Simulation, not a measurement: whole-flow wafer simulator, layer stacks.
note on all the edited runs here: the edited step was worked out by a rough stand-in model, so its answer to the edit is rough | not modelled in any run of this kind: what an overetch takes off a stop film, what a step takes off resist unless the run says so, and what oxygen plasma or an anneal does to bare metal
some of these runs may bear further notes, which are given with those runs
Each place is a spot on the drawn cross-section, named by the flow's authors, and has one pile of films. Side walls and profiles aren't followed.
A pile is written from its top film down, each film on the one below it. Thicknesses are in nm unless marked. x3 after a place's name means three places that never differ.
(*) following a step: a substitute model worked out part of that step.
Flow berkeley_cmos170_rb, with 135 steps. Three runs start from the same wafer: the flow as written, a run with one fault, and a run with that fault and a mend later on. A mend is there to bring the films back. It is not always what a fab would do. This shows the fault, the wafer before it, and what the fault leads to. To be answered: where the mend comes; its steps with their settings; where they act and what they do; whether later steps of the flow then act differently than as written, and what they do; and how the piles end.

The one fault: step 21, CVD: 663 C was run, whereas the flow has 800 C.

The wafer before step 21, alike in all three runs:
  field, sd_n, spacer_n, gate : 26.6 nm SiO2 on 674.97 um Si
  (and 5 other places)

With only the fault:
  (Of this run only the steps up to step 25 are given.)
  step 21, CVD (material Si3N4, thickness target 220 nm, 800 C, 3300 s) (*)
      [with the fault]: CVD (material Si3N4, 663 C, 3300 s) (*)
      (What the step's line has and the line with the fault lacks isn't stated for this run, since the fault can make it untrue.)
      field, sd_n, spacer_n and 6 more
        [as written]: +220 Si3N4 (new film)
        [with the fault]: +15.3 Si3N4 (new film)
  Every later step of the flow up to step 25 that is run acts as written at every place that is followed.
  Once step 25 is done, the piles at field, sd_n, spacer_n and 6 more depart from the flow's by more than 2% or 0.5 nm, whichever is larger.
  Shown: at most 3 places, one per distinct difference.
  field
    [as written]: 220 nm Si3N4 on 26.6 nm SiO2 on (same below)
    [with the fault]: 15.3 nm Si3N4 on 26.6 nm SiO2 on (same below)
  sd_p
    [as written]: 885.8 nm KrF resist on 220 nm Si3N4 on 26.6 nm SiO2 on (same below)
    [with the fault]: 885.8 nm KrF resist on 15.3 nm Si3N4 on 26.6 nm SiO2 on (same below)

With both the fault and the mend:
  The mend follows step 21.
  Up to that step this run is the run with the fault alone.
  step 21a, ETCH (chemistry h3po4, depth target 17.68 nm) (the flow's step 16, run once more with other settings)
      field, sd_n, spacer_n and 6 more
        -15.3 Si3N4 (all of it)
  step 21b, CLEAN (*) (the flow's step 18, run once more)
      does not change any film at any place that is followed
  step 21c, CVD (material Si3N4, thickness target 220 nm, 800 C, 3300 s) (*) (the flow's step 21, run once more)
      field, sd_n, spacer_n and 6 more
        +220 Si3N4 (new film)
  Every later step of the flow that is run acts as written at every place that is followed.
  By the end, the piles equal the flow's at every place that both follow.
